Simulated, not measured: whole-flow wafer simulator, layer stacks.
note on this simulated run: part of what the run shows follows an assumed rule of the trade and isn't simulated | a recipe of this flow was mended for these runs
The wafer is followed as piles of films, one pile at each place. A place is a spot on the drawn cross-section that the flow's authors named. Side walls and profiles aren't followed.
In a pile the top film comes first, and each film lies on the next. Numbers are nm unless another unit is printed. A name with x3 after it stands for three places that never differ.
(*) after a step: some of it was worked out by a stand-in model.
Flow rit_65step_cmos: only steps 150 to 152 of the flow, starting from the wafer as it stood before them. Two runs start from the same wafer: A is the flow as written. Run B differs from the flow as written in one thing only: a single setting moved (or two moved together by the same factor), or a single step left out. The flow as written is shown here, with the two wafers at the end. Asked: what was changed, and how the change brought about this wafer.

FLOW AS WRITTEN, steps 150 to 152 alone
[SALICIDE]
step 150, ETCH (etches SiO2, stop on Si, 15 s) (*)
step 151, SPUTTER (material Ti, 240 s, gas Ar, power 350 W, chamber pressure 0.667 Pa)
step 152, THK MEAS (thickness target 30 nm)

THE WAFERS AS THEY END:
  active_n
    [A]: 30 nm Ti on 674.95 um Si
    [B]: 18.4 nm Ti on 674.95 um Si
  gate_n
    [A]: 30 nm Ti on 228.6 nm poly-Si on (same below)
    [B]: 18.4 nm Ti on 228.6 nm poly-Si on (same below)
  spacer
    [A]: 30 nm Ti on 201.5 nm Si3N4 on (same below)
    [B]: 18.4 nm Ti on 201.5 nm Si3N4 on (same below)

Cause: step 151, SPUTTER: 147 s was run, whereas the flow has 240 s.

How this came from the change, step by step:
  step 151, SPUTTER (material Ti, 240 s, gas Ar, power 350 W, chamber pressure 0.667 Pa)
      field, field_pw, field_nw and 11 more: A +30 Ti (new film) | B +18.4 Ti (new film)
